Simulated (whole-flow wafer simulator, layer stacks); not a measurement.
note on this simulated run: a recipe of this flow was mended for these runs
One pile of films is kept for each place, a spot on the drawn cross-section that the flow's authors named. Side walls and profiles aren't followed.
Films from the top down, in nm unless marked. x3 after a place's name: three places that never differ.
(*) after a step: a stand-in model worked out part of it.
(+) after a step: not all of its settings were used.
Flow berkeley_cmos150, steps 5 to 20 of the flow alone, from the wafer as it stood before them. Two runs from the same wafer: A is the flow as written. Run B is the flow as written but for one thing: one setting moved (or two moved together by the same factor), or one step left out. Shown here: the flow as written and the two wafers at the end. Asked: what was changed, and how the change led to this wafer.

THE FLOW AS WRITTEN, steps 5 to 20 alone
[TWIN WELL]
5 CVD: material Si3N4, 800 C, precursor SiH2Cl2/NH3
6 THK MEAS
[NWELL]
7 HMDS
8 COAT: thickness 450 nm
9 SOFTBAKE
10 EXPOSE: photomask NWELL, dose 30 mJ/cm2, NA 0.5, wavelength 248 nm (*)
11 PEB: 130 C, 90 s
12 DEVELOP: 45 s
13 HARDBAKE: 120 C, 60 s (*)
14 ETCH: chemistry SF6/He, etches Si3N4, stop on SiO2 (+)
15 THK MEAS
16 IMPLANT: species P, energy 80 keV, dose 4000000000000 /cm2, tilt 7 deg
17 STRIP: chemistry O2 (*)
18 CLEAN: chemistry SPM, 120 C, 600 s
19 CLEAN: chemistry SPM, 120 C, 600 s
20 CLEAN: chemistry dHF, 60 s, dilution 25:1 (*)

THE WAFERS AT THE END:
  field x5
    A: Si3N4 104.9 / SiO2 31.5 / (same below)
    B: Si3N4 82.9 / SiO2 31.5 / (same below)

The cause: step 5, CVD: 780 C was run, where the flow has 800 C.

How the change led to this, step by step:
  5 CVD: material Si3N4, 800 C, precursor SiH2Cl2/NH3
      field x5, field_p x3: A Si3N4 +106 (new film) | B Si3N4 +84 (new film)
  14 ETCH: chemistry SF6/He, etches Si3N4, stop on SiO2 (+)
      field x5: A KrF-resist -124 | B KrF-resist -100.1
      field_p x3: A Si3N4 -106 (all of it), SiO2 -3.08 | B Si3N4 -84 (all of it), SiO2 -3.08
  17 STRIP: chemistry O2 (*)
      field x5: A KrF-resist -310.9 (all of it) | B KrF-resist -334.8 (all of it)
